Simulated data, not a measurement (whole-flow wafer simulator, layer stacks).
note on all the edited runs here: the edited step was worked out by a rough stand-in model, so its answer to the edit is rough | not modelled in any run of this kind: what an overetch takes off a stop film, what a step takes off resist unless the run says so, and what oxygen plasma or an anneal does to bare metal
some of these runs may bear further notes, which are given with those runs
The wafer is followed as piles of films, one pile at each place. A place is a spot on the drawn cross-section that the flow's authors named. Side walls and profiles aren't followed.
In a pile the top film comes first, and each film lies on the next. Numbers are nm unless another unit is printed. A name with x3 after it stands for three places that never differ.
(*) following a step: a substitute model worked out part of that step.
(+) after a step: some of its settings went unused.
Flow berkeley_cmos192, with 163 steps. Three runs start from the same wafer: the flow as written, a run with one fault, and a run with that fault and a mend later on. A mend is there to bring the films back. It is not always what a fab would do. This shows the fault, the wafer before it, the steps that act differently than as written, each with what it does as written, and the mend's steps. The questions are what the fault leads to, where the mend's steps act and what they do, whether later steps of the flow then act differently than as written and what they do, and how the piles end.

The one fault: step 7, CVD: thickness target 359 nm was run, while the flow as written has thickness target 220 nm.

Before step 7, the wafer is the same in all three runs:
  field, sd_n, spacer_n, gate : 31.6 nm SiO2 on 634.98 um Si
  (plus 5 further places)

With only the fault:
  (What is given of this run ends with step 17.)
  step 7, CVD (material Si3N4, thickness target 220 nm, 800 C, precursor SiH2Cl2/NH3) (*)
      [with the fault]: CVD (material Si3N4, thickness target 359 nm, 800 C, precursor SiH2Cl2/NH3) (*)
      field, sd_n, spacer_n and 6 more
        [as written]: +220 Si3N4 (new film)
        [with the fault]: +359 Si3N4 (new film)
  Later steps of the flow acting differently than as written:
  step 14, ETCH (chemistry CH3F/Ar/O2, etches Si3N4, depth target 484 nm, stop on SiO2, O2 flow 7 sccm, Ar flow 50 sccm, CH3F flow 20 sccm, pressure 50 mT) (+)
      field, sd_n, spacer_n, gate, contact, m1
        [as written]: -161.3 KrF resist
        [with the fault]: -254 KrF resist
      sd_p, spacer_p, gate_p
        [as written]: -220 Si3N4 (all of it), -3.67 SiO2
        [with the fault]: -359 Si3N4 (all of it), -3.67 SiO2
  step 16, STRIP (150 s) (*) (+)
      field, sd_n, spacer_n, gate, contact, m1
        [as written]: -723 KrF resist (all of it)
        [with the fault]: -630.4 KrF resist (all of it)
  After step 17, at field, sd_n, spacer_n, gate, contact, m1, the piles differ from the flow's by more than 2% or 0.5 nm, whichever is larger.
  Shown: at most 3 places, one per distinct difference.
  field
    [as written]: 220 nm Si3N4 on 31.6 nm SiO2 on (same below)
    [with the fault]: 359 nm Si3N4 on 31.6 nm SiO2 on (same below)

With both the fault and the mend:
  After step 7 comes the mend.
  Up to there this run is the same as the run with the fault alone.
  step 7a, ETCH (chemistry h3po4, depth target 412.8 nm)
      field, sd_n, spacer_n and 6 more
        -359 Si3N4 (all of it)
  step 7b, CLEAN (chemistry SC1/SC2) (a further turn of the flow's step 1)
      does not change any film at any place that is followed
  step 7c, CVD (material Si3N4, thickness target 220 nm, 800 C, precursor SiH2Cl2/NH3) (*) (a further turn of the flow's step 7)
      field, sd_n, spacer_n and 6 more
        +220 Si3N4 (new film)
  Every later step of the flow that is run acts as written at every place that is followed.
  The piles end the same as the flow's at every place that both follow.
